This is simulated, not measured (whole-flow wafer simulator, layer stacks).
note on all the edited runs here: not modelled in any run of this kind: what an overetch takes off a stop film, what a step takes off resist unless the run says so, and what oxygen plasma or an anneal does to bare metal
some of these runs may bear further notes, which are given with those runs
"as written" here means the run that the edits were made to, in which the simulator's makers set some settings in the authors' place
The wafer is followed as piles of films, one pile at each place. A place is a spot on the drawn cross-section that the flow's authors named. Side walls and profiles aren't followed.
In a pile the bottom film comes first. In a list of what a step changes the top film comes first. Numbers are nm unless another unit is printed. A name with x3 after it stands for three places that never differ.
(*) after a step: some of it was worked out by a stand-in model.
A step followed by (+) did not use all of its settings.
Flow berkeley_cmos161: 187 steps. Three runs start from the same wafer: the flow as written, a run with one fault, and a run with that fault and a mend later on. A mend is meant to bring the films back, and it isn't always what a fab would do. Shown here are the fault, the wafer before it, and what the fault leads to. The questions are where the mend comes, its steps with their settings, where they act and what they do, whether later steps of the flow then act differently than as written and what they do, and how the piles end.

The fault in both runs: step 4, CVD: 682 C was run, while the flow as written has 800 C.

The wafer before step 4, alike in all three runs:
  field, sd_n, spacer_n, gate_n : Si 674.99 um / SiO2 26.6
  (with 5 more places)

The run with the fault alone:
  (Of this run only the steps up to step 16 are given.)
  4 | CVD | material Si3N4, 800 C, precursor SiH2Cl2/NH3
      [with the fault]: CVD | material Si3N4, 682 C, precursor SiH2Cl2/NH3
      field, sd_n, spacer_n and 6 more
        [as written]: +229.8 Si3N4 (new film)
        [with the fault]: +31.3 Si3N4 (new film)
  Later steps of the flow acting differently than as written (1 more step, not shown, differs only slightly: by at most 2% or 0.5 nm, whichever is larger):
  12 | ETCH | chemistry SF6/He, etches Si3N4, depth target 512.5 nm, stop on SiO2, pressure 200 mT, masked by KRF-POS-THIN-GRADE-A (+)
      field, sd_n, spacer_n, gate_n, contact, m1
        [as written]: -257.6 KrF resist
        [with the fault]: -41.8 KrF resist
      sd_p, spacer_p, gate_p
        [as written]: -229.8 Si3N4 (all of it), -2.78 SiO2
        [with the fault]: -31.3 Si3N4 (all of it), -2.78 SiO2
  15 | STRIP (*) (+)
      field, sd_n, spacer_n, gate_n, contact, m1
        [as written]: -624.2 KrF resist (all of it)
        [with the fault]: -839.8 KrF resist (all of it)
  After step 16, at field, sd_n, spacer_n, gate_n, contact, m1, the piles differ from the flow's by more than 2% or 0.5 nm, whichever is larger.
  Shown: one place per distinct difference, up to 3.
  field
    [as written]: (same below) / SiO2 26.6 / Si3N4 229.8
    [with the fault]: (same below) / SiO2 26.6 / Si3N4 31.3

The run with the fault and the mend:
  The mend follows step 4.
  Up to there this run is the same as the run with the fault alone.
  4a | CVD | material Si3N4, 800 C, precursor SiH2Cl2/NH3 (a further turn of the flow's step 4; the settings that differ are not printed)
      field, sd_n, spacer_n and 6 more
        +198.5 Si3N4
  Every later step of the flow that is run acts as written, at every place that is followed, to within 2% or 0.5 nm, whichever is larger.
  By the end, the piles equal the flow's at every place that both follow.
